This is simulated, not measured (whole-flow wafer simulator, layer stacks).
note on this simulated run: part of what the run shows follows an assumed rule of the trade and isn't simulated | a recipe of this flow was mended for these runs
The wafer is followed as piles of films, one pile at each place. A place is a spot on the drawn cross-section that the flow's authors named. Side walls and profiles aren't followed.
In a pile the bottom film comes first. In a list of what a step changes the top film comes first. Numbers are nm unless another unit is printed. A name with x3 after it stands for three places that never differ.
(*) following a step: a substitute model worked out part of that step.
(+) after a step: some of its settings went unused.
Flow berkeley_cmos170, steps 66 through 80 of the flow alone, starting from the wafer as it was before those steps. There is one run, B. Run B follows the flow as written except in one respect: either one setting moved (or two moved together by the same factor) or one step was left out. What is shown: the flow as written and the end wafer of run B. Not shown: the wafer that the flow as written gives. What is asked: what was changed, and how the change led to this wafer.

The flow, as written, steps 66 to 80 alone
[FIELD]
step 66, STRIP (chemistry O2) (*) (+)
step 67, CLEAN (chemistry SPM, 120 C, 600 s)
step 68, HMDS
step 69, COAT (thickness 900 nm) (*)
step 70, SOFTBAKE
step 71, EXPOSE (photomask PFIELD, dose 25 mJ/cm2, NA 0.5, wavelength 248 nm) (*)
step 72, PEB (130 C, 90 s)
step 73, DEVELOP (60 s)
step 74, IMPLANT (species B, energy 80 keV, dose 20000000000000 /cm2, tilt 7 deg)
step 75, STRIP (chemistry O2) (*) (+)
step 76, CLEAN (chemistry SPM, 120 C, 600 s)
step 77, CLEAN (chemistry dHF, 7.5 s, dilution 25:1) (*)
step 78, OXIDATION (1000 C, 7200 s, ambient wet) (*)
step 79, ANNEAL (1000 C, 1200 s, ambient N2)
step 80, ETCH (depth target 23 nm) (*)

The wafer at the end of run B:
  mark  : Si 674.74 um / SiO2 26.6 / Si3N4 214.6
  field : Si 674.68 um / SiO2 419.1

Cause: step 78, OXIDATION: 965 C was run, though the flow has 1000 C.

The path from the change to this, step by step:
  step 78, OXIDATION (1000 C, 7200 s, ambient wet) (*)
      mark, spacer_n, gate_n and 7 more: +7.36 SiO2 (new film), -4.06 Si3N4 (as written it would have been: +12.1 SiO2 (new film), -6.7 Si3N4)
      sd_n, sd_p: +7.36 SiO2 (new film), -4.06 Si3N4, +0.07 SiO2, -0.07 Si (as written it would have been: +12.1 SiO2 (new film), -6.7 Si3N4, +0.07 SiO2, -0.07 Si)
      (and at 1 other place as well)
  step 80, ETCH (depth target 23 nm) (*)
      mark, sd_n, spacer_n and 9 more: -7.36 SiO2 (all of it), -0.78 Si3N4 (as written it would have been: -12.1 SiO2 (all of it), -0.54 Si3N4)
